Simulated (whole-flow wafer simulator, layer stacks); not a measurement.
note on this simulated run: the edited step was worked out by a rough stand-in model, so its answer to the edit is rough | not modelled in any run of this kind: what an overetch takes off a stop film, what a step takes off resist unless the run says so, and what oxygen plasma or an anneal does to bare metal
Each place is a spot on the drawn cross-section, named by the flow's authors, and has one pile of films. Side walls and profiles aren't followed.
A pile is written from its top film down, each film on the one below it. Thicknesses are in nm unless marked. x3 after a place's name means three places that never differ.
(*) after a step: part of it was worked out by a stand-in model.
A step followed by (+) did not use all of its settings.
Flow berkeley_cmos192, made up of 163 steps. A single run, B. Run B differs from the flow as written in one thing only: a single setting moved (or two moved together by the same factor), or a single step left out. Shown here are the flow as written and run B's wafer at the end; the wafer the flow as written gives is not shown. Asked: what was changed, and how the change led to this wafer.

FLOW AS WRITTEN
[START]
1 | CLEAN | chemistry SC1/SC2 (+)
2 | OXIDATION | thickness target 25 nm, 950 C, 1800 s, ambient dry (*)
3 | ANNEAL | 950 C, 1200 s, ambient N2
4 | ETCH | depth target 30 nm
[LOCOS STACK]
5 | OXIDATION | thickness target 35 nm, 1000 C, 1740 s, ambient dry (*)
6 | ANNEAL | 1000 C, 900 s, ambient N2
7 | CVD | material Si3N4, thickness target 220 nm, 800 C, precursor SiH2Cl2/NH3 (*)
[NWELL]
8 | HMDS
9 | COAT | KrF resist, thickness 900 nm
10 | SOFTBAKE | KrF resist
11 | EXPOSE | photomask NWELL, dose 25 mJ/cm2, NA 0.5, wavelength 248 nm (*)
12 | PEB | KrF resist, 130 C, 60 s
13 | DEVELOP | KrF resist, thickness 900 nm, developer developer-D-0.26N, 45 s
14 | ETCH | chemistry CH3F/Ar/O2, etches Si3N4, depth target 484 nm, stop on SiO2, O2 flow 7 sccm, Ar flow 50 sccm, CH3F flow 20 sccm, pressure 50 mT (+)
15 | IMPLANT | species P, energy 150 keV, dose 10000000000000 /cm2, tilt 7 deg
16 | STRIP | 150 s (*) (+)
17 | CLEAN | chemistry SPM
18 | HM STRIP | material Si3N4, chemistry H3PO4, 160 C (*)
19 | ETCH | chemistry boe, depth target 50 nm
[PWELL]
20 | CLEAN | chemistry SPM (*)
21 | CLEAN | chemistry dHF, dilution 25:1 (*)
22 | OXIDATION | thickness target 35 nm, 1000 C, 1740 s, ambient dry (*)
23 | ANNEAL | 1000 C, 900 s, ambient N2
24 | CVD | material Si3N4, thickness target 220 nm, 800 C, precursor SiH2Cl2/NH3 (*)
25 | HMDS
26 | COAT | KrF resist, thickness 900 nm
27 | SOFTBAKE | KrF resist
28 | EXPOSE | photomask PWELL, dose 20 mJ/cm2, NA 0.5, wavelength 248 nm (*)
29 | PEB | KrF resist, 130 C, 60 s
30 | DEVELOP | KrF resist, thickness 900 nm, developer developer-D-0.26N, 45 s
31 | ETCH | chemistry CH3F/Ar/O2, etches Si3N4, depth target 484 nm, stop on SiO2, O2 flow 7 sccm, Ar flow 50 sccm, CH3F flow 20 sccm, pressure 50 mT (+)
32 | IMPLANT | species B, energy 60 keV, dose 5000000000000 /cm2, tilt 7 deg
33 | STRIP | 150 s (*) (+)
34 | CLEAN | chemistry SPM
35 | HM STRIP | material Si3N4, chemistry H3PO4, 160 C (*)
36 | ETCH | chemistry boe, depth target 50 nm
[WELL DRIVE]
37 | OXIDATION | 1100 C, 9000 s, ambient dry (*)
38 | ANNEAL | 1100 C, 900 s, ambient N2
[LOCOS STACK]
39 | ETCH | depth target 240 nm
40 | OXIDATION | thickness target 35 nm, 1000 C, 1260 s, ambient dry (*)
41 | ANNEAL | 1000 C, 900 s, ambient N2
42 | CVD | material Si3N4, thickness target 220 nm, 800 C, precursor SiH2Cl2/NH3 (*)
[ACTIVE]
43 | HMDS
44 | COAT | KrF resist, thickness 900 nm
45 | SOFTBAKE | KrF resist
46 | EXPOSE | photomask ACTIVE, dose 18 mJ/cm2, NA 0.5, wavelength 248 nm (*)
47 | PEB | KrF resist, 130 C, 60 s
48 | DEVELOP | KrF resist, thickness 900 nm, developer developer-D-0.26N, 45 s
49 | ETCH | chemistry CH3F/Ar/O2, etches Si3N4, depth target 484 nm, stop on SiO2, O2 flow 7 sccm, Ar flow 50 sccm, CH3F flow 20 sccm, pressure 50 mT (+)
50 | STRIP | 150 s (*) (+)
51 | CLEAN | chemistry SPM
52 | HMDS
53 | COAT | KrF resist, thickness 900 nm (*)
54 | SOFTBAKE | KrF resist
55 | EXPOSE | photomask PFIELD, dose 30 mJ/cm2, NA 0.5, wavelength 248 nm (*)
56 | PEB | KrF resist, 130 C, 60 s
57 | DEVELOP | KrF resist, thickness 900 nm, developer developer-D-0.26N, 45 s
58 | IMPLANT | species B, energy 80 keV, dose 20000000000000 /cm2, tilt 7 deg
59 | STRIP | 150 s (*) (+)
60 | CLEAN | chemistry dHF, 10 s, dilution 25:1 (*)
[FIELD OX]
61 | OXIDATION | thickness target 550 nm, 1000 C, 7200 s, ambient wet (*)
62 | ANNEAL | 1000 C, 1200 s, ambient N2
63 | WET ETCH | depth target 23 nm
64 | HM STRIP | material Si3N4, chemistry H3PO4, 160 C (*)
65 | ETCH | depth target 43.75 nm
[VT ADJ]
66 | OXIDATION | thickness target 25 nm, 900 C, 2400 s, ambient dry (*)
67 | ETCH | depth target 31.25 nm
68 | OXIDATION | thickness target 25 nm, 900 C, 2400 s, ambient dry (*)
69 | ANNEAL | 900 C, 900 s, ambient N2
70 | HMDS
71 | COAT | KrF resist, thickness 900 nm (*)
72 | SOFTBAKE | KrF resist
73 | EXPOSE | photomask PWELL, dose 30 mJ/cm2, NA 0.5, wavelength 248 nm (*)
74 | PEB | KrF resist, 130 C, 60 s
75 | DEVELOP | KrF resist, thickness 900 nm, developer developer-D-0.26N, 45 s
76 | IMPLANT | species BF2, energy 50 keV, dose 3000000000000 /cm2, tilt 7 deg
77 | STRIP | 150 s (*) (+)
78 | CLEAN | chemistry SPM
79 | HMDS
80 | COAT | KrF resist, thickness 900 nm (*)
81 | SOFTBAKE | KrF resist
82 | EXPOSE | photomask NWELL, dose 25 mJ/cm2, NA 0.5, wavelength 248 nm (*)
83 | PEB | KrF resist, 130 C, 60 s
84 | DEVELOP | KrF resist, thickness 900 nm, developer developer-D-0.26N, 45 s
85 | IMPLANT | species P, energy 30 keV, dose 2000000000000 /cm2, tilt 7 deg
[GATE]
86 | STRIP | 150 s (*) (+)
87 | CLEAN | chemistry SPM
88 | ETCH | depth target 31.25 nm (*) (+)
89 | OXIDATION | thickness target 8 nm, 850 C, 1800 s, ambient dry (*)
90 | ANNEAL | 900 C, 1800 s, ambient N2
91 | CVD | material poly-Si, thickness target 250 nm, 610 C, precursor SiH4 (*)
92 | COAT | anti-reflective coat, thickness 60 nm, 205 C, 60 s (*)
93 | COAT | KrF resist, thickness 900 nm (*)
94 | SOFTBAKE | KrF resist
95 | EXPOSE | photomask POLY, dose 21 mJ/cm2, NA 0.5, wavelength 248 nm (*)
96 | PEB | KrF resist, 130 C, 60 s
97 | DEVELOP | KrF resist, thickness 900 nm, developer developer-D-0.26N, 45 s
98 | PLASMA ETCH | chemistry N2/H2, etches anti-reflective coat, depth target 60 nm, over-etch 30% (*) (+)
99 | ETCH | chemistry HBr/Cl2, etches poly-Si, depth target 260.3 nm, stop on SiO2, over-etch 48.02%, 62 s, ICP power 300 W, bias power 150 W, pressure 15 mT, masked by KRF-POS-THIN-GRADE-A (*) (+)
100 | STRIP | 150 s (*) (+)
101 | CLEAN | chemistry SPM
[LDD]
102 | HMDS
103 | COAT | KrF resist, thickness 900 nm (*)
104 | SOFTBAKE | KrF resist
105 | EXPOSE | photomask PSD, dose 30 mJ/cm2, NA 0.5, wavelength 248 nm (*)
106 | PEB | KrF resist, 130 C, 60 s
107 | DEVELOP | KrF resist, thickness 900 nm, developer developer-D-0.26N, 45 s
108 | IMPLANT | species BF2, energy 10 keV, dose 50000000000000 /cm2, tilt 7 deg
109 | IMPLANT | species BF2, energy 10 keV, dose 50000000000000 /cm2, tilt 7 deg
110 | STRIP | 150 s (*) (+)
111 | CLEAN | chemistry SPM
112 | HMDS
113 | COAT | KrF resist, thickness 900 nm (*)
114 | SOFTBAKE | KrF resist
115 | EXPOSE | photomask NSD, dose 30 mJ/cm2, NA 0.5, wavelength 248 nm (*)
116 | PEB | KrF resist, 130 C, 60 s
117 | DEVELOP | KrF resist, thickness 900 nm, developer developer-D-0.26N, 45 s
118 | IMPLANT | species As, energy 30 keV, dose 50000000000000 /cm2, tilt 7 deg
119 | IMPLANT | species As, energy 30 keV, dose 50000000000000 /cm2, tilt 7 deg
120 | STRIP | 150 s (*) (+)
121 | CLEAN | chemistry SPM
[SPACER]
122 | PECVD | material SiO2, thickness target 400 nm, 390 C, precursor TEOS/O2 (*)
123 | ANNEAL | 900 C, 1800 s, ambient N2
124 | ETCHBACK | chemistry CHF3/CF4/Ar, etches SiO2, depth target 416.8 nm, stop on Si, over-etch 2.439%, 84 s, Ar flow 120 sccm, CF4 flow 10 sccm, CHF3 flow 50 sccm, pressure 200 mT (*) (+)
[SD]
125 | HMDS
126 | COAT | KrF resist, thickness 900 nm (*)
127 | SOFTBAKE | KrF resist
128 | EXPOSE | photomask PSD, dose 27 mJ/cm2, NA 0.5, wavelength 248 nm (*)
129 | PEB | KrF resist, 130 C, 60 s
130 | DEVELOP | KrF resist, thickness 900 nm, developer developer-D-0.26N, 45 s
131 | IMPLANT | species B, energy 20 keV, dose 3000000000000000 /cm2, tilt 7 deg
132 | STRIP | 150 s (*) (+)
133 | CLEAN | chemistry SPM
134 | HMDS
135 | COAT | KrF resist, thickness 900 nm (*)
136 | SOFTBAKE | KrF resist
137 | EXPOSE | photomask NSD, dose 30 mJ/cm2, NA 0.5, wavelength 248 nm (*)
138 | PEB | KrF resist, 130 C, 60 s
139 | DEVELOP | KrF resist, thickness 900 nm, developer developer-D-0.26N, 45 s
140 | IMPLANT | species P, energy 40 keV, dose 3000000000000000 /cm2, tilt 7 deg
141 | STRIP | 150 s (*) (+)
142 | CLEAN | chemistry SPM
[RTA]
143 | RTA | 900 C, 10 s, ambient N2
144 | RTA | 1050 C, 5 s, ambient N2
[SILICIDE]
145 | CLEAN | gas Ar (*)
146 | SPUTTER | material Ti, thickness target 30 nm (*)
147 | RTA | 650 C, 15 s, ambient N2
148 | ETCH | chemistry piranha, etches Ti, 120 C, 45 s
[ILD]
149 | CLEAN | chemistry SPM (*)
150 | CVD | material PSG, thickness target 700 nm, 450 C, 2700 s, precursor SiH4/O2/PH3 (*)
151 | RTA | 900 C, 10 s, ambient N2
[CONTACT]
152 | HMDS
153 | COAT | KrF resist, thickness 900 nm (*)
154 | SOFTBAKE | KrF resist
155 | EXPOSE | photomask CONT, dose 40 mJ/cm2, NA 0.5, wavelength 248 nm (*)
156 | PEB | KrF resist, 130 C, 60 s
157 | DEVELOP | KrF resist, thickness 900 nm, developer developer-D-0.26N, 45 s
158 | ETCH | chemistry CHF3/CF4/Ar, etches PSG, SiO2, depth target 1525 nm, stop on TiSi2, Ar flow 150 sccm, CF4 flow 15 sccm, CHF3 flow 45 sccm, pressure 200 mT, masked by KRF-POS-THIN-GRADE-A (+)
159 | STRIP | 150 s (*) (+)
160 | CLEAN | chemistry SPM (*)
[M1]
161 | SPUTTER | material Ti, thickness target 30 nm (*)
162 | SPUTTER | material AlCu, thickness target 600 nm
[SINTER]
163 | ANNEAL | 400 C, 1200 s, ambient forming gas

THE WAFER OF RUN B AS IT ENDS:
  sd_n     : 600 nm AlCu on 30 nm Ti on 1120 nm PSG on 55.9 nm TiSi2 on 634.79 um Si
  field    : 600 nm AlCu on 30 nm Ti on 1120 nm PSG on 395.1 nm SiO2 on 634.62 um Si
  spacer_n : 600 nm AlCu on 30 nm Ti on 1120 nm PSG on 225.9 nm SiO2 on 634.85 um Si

Cause: step 150, CVD: thickness target 1120 nm was run, whereas the flow has thickness target 700 nm.
One can read it off the wafer: sd_n has PSG 1120, and step 150 as written asks for 700 nm.

How this came from the change, step by step:
  150 | CVD | material PSG, thickness target 700 nm, 450 C, 2700 s, precursor SiH4/O2/PH3 (*)
      field, sd_n, spacer_n, gate, spacer_p, gate_p, contact, m1: +1120 PSG (new film) (as written it would have been: +700 PSG (new film))
      sd_p: +1120 PSG (new film) (as written it would have been: +665.5 PSG (new film))
  153 | COAT | KrF resist, thickness 900 nm (*)
      sd_p: +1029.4 KrF resist (new film) (as written it would have been: +1051.6 KrF resist (new film))
  158 | ETCH | chemistry CHF3/CF4/Ar, etches PSG, SiO2, depth target 1525 nm, stop on TiSi2, Ar flow 150 sccm, CF4 flow 15 sccm, CHF3 flow 45 sccm, pressure 200 mT, masked by KRF-POS-THIN-GRADE-A (+)
      field, sd_n, spacer_n, gate, sd_p, spacer_p, gate_p, m1: -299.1 KrF resist (as written it would have been: -194.1 KrF resist)
      contact: -1120 PSG (all of it), -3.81 TiSi2 (as written it would have been: -700 PSG (all of it), -3.81 TiSi2)
  159 | STRIP | 150 s (*) (+)
      field: -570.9 KrF resist (all of it) (as written it would have been: -671.6 KrF resist (all of it))
      sd_n: -690.9 KrF resist (all of it) (as written it would have been: -792.3 KrF resist (all of it))
      (also at 6 further places)
  161 | SPUTTER | material Ti, thickness target 30 nm (*)
      sd_p: +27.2 Ti (new film) (as written it would have been: +26.6 Ti (new film))
      contact: +16.8 Ti (new film) (as written it would have been: +21.1 Ti (new film))
  162 | SPUTTER | material AlCu, thickness target 600 nm
      sd_p: +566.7 AlCu (new film) (as written it would have been: +551.2 AlCu (new film))
      contact: +320.9 AlCu (new film) (as written it would have been: +410.9 AlCu (new film))
